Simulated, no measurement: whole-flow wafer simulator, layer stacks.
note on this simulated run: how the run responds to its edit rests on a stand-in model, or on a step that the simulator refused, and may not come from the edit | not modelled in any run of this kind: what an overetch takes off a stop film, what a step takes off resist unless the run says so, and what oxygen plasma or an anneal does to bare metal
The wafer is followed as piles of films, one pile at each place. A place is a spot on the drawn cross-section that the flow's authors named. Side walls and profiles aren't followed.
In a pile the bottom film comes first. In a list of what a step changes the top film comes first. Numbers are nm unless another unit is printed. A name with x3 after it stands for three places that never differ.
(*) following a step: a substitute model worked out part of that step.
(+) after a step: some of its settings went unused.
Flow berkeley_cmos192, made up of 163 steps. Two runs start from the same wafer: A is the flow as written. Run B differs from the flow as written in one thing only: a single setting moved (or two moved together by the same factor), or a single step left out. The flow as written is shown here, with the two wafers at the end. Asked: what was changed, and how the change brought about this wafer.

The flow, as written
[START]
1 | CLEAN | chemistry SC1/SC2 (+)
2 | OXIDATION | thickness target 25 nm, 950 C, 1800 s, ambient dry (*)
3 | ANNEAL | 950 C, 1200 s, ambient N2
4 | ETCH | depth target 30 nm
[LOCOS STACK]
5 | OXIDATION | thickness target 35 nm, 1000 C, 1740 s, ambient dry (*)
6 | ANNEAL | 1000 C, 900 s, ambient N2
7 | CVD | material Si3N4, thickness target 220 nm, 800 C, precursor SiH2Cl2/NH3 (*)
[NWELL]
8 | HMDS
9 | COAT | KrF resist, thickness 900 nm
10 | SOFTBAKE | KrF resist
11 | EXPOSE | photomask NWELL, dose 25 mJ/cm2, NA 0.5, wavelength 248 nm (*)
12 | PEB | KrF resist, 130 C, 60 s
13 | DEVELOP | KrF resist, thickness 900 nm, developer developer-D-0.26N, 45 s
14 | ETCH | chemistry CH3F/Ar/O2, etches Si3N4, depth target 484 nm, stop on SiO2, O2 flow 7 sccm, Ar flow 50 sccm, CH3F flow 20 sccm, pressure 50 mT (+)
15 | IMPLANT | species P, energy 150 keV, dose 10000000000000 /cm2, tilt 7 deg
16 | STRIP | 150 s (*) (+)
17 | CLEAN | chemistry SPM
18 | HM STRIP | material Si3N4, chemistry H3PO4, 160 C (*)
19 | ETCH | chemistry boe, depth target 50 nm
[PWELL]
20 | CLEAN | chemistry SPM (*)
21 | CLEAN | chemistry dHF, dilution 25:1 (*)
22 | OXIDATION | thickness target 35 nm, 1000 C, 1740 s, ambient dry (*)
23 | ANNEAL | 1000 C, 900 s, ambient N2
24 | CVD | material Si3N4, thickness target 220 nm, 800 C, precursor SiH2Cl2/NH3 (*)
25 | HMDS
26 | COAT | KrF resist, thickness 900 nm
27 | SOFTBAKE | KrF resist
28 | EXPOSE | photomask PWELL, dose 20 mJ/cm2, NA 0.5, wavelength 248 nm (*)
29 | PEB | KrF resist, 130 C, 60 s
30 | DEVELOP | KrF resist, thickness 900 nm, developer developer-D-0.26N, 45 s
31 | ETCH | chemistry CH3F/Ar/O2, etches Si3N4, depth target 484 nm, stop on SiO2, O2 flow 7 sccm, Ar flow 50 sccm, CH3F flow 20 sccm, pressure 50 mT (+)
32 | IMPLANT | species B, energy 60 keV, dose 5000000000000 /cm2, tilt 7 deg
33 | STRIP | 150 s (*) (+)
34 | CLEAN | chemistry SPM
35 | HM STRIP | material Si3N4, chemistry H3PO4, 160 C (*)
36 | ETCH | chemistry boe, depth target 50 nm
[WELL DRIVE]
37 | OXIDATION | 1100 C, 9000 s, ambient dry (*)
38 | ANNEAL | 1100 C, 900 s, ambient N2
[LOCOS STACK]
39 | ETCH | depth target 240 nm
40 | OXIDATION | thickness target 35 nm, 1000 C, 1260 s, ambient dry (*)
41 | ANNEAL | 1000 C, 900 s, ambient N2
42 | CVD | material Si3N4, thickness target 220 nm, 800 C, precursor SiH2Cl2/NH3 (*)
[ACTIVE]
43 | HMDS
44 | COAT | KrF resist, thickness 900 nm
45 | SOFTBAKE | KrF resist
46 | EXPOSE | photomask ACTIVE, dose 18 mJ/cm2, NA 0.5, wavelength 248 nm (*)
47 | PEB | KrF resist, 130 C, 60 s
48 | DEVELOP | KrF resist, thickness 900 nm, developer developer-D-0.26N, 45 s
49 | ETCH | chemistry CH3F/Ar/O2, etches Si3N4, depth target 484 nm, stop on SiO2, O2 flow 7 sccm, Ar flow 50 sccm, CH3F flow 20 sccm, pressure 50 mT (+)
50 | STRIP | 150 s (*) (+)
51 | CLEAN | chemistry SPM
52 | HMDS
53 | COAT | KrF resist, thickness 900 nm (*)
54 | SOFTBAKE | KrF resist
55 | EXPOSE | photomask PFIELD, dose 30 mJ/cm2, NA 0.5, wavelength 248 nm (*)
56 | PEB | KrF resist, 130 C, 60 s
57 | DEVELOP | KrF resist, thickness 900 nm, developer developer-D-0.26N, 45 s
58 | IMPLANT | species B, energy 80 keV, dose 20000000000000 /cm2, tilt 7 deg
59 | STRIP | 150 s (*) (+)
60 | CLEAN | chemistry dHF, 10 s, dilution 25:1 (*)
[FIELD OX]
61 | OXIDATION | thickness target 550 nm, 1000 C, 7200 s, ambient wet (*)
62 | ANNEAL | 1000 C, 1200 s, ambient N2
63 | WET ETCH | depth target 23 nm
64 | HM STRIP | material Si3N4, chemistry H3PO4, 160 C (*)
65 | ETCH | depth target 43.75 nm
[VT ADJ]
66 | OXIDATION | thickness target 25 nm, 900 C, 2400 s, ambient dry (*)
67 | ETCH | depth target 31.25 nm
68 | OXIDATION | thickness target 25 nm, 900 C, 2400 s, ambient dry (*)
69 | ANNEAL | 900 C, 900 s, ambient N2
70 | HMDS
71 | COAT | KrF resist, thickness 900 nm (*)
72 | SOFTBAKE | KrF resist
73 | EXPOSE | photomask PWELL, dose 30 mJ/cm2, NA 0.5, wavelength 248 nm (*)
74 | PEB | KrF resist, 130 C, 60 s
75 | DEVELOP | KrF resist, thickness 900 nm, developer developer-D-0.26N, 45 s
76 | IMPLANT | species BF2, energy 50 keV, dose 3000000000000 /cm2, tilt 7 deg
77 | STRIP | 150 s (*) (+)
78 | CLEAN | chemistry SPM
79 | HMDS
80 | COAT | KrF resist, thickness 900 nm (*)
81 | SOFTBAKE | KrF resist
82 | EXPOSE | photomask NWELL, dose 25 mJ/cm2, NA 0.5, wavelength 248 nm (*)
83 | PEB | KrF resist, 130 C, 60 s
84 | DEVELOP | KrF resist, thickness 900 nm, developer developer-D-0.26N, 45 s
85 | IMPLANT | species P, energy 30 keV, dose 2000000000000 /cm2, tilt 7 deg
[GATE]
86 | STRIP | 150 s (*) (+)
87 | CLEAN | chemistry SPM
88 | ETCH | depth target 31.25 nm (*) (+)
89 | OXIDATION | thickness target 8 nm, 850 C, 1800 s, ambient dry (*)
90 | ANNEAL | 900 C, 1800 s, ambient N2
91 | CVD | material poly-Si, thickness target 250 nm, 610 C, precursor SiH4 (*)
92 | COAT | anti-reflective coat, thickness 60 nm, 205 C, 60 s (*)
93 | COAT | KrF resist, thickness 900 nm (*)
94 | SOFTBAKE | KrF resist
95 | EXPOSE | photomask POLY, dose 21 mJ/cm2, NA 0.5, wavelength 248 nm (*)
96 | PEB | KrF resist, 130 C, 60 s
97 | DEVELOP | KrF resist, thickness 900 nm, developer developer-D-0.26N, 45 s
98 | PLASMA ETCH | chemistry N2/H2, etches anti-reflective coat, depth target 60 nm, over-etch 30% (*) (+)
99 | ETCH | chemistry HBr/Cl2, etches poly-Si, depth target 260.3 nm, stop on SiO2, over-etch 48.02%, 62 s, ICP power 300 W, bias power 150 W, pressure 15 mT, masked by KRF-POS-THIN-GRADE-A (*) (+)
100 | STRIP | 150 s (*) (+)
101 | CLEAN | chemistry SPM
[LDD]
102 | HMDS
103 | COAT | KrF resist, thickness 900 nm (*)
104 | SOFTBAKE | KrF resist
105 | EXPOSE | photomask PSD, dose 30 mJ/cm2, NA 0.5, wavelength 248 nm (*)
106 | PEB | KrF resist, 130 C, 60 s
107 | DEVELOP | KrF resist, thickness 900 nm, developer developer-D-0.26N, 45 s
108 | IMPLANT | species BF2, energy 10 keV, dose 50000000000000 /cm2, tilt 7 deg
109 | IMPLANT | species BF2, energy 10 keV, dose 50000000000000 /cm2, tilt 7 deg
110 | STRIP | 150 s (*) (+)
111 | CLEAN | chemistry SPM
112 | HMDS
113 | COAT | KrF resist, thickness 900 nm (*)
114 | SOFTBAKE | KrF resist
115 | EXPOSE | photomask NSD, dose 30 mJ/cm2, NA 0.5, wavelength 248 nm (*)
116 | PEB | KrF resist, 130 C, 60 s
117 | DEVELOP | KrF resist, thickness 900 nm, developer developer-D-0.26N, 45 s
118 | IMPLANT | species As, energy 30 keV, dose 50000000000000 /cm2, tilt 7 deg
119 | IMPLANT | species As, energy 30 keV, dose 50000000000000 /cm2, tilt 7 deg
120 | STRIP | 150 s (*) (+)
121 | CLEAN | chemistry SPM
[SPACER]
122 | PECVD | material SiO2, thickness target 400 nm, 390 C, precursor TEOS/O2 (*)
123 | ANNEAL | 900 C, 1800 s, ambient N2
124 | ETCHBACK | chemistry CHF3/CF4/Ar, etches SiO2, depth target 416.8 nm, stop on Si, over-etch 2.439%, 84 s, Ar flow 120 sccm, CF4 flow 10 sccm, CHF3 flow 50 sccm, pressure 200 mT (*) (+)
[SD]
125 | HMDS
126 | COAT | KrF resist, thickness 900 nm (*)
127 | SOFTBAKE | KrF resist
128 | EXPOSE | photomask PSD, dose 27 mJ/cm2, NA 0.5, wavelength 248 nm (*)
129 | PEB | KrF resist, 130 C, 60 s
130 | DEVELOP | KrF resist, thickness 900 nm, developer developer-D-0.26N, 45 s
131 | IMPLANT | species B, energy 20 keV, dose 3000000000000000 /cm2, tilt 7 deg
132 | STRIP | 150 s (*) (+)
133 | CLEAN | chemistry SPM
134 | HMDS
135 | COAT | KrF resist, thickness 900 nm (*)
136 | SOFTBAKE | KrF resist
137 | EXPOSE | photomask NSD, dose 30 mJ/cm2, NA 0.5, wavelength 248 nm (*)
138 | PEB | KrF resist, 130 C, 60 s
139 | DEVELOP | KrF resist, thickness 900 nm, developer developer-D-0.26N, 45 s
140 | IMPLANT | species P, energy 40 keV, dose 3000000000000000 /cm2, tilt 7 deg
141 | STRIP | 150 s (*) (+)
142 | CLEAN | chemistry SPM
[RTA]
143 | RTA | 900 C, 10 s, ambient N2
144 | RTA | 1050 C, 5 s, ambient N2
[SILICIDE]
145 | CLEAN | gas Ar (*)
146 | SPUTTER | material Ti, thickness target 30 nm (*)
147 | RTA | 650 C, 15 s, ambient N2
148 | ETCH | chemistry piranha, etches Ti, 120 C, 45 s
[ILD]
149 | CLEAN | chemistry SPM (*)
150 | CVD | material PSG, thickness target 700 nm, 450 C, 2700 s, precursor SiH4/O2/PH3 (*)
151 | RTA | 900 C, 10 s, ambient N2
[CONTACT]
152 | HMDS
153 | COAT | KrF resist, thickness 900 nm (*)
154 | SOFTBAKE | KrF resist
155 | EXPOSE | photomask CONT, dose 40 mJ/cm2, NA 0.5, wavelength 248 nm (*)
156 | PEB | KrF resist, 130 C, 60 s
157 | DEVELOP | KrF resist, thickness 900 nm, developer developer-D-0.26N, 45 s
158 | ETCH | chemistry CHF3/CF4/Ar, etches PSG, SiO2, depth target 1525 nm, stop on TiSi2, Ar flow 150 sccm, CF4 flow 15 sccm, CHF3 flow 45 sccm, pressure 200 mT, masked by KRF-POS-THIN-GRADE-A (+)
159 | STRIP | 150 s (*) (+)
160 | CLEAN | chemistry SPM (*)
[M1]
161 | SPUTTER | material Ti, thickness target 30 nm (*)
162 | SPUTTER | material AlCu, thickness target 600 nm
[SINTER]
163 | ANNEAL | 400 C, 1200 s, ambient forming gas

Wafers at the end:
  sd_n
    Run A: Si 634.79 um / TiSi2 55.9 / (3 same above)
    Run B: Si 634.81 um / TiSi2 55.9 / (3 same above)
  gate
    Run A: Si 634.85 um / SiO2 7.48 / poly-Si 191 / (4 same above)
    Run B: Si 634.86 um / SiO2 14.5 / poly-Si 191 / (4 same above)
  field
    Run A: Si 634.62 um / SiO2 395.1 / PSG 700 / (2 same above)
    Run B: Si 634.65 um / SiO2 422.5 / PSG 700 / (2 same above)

The reason: step 39, ETCH: depth target 107 nm was run, while the flow as written has depth target 240 nm.

Step by step, how the change led to this:
  39 | ETCH | depth target 240 nm
      field, sd_n, spacer_n and 6 more: A SiO2 loses 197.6 (all of it) | B SiO2 loses 107
  40 | OXIDATION | thickness target 35 nm, 1000 C, 1260 s, ambient dry (*)
      field, sd_n, spacer_n and 6 more: A SiO2 gains 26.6 (new film), Si loses 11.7 | B SiO2 gains 12.1, Si loses 5.34
  61 | OXIDATION | thickness target 550 nm, 1000 C, 7200 s, ambient wet (*)
      sd_n, sd_p: A SiO2 gains 12.1 (new film), Si3N4 loses 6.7, SiO2 gains 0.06, Si loses 0.06 | B SiO2 gains 12.1 (new film), Si3N4 loses 6.7
      gate: A SiO2 gains 12.1 (new film), Si3N4 loses 6.7, SiO2 gains 0.05, Si loses 0.05 | B SiO2 gains 12.1 (new film), Si3N4 loses 6.7
      (also at 1 further place)
  65 | ETCH | depth target 43.75 nm
      sd_n, spacer_n, gate, sd_p, spacer_p, gate_p, contact, m1: A SiO2 loses 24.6 (all of it) | B SiO2 loses 43.7
  66 | OXIDATION | thickness target 25 nm, 900 C, 2400 s, ambient dry (*)
      sd_n, spacer_n, gate, sd_p, spacer_p, gate_p, contact, m1: A SiO2 gains 14.9 (new film), Si loses 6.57 | B SiO2 gains 7.89, Si loses 3.47
  67 | ETCH | depth target 31.25 nm
      sd_n, spacer_n, gate, sd_p, spacer_p, gate_p, contact, m1: A SiO2 loses 14.9 (all of it) | B SiO2 loses 31.3
  68 | OXIDATION | thickness target 25 nm, 900 C, 2400 s, ambient dry (*)
      sd_n, spacer_n, gate, sd_p, spacer_p, gate_p, contact, m1: A SiO2 gains 14.9 (new film), Si loses 6.57 | B SiO2 gains 7.74, Si loses 3.4
  88 | ETCH | depth target 31.25 nm (*) (+)
      sd_n, spacer_n, gate, sd_p, spacer_p, gate_p, contact, m1: A SiO2 loses 14.9 (all of it) | B SiO2 loses 31.3
  89 | OXIDATION | thickness target 8 nm, 850 C, 1800 s, ambient dry (*)
      sd_n, spacer_n, gate, sd_p, spacer_p, gate_p, contact, m1: A SiO2 gains 7.48 (new film), Si loses 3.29 | B SiO2 gains 4.38, Si loses 1.93
  92 | COAT | anti-reflective coat, thickness 60 nm, 205 C, 60 s (*)
      sd_n: A anti-reflective coat gains 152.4 (new film) | B anti-reflective coat gains 177.5 (new film)
      spacer_n: A anti-reflective coat gains 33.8 (new film) | B anti-reflective coat gains 25.6 (new film)
      (also at 6 further places)
  93 | COAT | KrF resist, thickness 900 nm (*)
      spacer_n: A KrF resist gains 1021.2 (new film) | B KrF resist gains 1050.2 (new film)
      gate: A KrF resist gains 1023.8 (new film) | B KrF resist gains 1052.2 (new film)
  97 | DEVELOP | KrF resist, thickness 900 nm, developer developer-D-0.26N, 45 s
      spacer_n: A KrF resist loses 1019.5 (all of it) | B KrF resist loses 1048.4 (all of it)
  98 | PLASMA ETCH | chemistry N2/H2, etches anti-reflective coat, depth target 60 nm, over-etch 30% (*) (+)
      field: A anti-reflective coat loses 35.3 (all of it), poly-Si loses 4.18 | B anti-reflective coat loses 35.1 (all of it), poly-Si loses 5.02
      sd_n: A anti-reflective coat loses 152.4 (all of it), poly-Si loses 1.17 | B anti-reflective coat loses 177.5 (all of it), poly-Si loses 1.37
      (also at 5 further places)
  100 | STRIP | 150 s (*) (+)
      gate: A chemical SiO2 gains 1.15 (new film), KrF resist loses 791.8 (all of it), anti-reflective coat loses 30 (all of it), poly-Si loses 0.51 | B chemical SiO2 gains 1.15 (new film), KrF resist loses 820.2 (all of it), anti-reflective coat loses 22.1 (all of it), poly-Si loses 0.51
      gate_p: A chemical SiO2 gains 1.15 (new film), KrF resist loses 765.1 (all of it), anti-reflective coat loses 31 (all of it), poly-Si loses 0.51 | B chemical SiO2 gains 1.15 (new film), KrF resist loses 783.1 (all of it), anti-reflective coat loses 25.8 (all of it), poly-Si loses 0.51
  126 | COAT | KrF resist, thickness 900 nm (*)
      sd_n: A KrF resist gains 999.7 (new film) | B KrF resist gains 1024.3 (new film)
      m1: A KrF resist gains 994.3 (new film) | B KrF resist gains 1016.3 (new film)
  132 | STRIP | 150 s (*) (+)
      sd_n: A chemical SiO2 gains 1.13 (new film), KrF resist loses 983.9 (all of it), Si loses 0.5 | B chemical SiO2 gains 1.12 (new film), KrF resist loses 1008.4 (all of it), Si loses 0.49
      m1: A chemical SiO2 gains 1.13 (new film), KrF resist loses 978.5 (all of it), Si loses 0.5 | B chemical SiO2 gains 1.12 (new film), KrF resist loses 1000.4 (all of it), Si loses 0.49
  ... another 10 steps ...
  162 | SPUTTER | material AlCu, thickness target 600 nm
      sd_p: A AlCu gains 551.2 (new film) | B AlCu gains 527.2 (new film)
